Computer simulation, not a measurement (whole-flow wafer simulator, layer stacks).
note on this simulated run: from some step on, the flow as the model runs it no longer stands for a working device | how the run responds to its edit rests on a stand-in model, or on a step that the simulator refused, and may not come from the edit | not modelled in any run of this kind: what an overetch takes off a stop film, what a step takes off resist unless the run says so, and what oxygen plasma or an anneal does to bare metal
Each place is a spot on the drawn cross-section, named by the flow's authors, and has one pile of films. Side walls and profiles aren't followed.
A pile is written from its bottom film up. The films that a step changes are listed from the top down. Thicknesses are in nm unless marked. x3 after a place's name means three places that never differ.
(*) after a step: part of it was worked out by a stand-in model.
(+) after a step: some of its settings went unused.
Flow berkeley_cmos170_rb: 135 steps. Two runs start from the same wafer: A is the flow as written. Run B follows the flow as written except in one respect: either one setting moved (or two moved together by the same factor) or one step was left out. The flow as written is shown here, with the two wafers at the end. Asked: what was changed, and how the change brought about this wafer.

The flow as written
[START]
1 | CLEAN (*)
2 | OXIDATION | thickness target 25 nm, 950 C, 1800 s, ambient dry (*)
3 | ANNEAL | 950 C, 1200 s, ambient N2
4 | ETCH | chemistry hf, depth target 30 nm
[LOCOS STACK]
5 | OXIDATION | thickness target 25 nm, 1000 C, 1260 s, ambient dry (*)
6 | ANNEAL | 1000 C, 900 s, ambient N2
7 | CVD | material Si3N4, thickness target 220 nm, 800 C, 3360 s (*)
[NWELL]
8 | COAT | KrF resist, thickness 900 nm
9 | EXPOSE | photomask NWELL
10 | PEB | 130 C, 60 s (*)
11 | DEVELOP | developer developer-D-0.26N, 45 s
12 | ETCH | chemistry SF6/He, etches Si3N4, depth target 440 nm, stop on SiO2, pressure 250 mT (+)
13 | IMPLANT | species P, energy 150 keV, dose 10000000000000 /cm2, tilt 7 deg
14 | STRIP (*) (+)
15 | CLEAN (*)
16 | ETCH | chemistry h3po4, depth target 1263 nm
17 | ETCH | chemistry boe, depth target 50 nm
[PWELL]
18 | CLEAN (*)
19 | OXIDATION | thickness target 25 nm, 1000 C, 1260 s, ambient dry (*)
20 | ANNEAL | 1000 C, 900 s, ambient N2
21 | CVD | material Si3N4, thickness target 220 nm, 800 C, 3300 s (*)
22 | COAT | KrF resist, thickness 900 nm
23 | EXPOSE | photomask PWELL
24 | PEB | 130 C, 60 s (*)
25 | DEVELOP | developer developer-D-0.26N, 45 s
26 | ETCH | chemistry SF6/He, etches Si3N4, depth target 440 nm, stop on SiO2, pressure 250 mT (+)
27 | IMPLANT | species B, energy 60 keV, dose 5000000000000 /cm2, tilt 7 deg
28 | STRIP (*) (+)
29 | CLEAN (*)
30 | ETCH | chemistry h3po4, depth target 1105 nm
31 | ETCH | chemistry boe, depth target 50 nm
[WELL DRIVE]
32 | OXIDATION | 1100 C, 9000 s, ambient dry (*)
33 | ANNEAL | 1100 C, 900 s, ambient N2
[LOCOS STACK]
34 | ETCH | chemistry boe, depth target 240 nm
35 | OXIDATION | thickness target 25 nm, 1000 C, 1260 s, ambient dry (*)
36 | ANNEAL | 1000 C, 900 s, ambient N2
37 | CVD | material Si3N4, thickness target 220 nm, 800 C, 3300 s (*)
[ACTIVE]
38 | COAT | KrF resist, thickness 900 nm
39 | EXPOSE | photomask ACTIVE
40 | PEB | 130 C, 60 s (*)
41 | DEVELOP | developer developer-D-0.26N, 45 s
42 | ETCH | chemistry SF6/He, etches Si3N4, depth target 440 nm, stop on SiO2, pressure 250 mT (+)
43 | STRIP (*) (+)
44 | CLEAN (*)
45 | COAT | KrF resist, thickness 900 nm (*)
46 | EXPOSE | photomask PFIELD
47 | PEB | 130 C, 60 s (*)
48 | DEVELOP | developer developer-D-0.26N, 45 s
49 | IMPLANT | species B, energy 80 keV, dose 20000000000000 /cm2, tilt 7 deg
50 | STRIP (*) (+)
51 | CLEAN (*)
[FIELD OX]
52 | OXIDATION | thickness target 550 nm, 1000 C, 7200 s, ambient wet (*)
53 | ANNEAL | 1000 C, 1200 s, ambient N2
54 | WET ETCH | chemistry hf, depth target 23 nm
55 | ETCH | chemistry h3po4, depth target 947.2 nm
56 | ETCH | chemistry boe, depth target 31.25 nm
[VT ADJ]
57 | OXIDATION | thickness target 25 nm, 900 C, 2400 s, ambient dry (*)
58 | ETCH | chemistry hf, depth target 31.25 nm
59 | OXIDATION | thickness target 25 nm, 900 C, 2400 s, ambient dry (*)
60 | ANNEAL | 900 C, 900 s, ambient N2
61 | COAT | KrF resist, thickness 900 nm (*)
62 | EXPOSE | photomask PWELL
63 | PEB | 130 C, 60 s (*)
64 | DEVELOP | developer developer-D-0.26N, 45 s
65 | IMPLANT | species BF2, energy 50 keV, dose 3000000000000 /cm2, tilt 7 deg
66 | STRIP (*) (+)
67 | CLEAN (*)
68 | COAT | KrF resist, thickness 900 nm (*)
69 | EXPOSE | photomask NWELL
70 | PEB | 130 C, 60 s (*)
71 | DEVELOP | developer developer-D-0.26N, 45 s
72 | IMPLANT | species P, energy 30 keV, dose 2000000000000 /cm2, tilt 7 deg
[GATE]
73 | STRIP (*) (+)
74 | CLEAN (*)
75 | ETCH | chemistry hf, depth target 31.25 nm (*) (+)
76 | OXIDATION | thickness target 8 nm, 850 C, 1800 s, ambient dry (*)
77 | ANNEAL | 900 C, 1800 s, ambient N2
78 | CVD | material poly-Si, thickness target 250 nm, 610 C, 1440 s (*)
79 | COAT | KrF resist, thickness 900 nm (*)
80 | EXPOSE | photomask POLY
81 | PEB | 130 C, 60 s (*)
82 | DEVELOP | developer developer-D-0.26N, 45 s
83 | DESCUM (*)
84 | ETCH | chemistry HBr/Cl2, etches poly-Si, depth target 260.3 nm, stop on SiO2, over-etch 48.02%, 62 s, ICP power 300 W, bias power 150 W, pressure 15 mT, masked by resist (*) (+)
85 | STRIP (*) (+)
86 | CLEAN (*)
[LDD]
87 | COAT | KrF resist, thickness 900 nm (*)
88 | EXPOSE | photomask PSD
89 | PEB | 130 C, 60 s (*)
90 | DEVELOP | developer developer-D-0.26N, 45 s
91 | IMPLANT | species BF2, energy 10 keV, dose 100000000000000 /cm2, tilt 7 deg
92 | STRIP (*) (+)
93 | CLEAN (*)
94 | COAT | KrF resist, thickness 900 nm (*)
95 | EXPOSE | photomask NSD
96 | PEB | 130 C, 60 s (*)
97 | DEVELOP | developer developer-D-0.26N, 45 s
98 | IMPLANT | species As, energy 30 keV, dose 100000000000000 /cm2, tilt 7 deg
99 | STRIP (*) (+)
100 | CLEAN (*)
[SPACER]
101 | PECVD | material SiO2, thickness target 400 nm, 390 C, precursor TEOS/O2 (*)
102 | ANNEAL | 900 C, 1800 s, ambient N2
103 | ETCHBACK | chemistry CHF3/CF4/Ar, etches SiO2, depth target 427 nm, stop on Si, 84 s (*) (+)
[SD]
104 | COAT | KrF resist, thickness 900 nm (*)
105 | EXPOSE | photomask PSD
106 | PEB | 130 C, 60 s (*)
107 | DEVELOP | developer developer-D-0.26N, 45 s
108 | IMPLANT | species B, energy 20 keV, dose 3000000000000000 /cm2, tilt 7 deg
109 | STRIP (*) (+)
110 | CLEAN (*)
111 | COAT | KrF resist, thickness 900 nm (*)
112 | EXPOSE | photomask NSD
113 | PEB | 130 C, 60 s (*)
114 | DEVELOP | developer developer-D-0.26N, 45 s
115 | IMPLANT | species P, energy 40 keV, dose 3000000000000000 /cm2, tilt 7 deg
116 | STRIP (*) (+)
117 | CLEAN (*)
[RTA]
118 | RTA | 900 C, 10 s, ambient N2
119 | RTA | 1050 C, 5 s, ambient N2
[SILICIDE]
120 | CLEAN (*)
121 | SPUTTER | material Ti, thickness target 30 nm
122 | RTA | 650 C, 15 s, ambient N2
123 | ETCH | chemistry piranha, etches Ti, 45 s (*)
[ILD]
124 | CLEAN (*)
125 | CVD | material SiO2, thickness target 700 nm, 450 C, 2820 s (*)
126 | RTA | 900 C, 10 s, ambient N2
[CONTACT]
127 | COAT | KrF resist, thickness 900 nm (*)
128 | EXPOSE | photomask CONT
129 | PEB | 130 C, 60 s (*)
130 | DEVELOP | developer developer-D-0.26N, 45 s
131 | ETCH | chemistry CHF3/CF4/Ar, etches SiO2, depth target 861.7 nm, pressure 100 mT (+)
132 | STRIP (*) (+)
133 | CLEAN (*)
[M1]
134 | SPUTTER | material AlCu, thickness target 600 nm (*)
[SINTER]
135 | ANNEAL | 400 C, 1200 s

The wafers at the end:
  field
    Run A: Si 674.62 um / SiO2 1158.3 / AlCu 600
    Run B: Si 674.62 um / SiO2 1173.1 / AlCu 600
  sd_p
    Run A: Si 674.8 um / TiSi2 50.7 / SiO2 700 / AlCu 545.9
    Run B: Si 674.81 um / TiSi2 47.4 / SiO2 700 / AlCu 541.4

What caused this: step 58, ETCH: depth target 16.38 nm was run, while the flow as written has depth target 31.25 nm.

How this came from the change, step by step:
  58 | ETCH | chemistry hf, depth target 31.25 nm
      field: A SiO2 loses 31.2 | B SiO2 loses 16.4
  121 | SPUTTER | material Ti, thickness target 30 nm
      sd_p: A Ti gains 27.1 (new film) | B Ti gains 25.4 (new film)
  122 | RTA | 650 C, 15 s, ambient N2
      sd_p: A Ti loses 21.1, TiSi first gains 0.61 (new film), TiSi2 C49 gains 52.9 (new film), Si loses 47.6 | B Ti loses 19.8, TiSi2 C49 gains 50.4 (new film), Si loses 45
  126 | RTA | 900 C, 10 s, ambient N2
      sd_p: A under 1 film: TiSi2 gains 50.7 (new film), TiSi first loses 0.61 (all of it), TiSi2 C49 loses 52.9 (all of it), Si loses 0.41 | B under 1 film: TiSi2 gains 47.4 (new film), TiSi2 C49 loses 50.4 (all of it)
